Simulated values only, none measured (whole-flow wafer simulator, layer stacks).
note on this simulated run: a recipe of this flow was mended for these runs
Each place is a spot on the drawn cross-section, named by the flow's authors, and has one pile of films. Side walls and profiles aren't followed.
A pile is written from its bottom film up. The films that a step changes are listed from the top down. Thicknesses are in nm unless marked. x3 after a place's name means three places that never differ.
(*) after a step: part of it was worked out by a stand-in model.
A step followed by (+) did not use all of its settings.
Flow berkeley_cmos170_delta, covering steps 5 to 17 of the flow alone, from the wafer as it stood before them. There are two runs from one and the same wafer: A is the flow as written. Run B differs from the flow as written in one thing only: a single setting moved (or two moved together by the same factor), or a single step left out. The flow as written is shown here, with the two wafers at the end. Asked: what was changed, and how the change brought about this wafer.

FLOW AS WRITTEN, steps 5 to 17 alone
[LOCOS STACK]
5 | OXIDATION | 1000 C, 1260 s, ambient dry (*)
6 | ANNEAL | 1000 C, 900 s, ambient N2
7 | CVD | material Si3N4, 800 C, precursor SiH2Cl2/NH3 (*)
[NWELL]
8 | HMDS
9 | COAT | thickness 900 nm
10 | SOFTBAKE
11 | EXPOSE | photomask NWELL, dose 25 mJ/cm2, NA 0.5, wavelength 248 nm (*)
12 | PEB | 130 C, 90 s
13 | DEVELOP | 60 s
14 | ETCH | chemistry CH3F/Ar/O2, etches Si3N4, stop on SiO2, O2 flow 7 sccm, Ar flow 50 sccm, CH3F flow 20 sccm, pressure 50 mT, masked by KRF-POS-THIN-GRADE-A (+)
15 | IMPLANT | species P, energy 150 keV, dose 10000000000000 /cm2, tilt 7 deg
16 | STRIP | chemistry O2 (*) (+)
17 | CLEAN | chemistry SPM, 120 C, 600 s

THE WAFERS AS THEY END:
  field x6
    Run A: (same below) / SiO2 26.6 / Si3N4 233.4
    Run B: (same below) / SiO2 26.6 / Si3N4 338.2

What caused this: step 7, CVD: 832 C was run, while the flow as written has 800 C.

Step by step, how the change led to this:
  7 | CVD | material Si3N4, 800 C, precursor SiH2Cl2/NH3 (*)
      field x6, sd_p x3: A Si3N4 gains 233.4 (new film) | B Si3N4 gains 338.2 (new film)
  14 | ETCH | chemistry CH3F/Ar/O2, etches Si3N4, stop on SiO2, O2 flow 7 sccm, Ar flow 50 sccm, CH3F flow 20 sccm, pressure 50 mT, masked by KRF-POS-THIN-GRADE-A (+)
      field x6: A KrF-resist loses 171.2 | B KrF-resist loses 241
      sd_p x3: A Si3N4 loses 233.4 (all of it), SiO2 loses 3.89 | B Si3N4 loses 338.2 (all of it), SiO2 loses 3.89
  16 | STRIP | chemistry O2 (*) (+)
      field x6: A KrF-resist loses 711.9 (all of it) | B KrF-resist loses 642.1 (all of it)
